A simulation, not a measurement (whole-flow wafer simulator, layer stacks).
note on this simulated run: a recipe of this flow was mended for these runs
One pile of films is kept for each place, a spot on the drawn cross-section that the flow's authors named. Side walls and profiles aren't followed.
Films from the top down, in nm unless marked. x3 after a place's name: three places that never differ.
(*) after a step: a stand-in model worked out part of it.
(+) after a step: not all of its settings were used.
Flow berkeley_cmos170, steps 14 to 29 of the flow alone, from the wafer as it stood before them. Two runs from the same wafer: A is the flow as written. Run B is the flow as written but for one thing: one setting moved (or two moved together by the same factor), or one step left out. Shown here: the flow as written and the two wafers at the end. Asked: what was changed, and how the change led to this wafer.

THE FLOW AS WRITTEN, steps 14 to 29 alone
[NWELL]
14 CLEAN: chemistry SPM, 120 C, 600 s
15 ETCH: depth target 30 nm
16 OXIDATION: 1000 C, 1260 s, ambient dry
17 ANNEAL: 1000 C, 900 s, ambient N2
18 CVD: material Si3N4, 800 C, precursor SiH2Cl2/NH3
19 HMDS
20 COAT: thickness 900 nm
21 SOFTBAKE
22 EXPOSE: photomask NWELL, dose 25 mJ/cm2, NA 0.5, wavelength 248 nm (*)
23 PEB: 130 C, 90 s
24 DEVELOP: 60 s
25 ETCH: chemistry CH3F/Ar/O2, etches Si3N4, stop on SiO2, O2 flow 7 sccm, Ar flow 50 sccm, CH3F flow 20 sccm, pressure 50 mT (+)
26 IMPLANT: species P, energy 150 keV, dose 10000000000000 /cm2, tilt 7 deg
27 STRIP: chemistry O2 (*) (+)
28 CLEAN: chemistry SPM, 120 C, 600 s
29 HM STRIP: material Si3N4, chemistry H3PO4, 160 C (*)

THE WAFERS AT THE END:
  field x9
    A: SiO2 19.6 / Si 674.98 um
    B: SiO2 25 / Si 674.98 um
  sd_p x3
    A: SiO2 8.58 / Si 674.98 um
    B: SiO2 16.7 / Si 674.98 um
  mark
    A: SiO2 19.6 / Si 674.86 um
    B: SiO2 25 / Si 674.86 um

The cause: step 29, HM STRIP: 149 C was run, where the flow has 160 C.

How the change led to this, step by step:
  29 HM STRIP: material Si3N4, chemistry H3PO4, 160 C (*)
      field x9, mark: A Si3N4 -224 (all of it), SiO2 -7 | B Si3N4 -224 (all of it), SiO2 -1.52
      sd_p x3: A SiO2 -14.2 | B SiO2 -6.17
